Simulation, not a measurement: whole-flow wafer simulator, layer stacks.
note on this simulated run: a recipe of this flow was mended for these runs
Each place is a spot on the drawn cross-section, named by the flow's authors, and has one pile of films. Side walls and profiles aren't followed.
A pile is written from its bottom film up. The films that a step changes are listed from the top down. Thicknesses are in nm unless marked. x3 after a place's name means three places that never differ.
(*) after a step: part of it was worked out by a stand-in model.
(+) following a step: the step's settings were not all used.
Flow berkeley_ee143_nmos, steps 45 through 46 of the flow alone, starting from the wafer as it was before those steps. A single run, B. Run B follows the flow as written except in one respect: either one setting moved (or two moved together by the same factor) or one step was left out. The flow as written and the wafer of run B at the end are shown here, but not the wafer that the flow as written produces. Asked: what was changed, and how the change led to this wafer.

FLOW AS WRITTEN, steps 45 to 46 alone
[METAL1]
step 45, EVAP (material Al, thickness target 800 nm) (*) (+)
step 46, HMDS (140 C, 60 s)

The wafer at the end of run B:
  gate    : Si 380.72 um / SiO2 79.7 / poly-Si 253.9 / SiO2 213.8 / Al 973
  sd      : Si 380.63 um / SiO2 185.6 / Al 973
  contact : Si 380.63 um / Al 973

The reason: step 45, EVAP: thickness target 973 nm was run, though the flow has thickness target 800 nm.
One can read it off the wafer: gate has Al 973, and step 45 as written asks for 800 nm.

How this came from the change, step by step:
  step 45, EVAP (material Al, thickness target 800 nm) (*) (+)
      gate, sd, contact, field: +973 Al (new film) (in the flow as written it would be: +800 Al (new film))
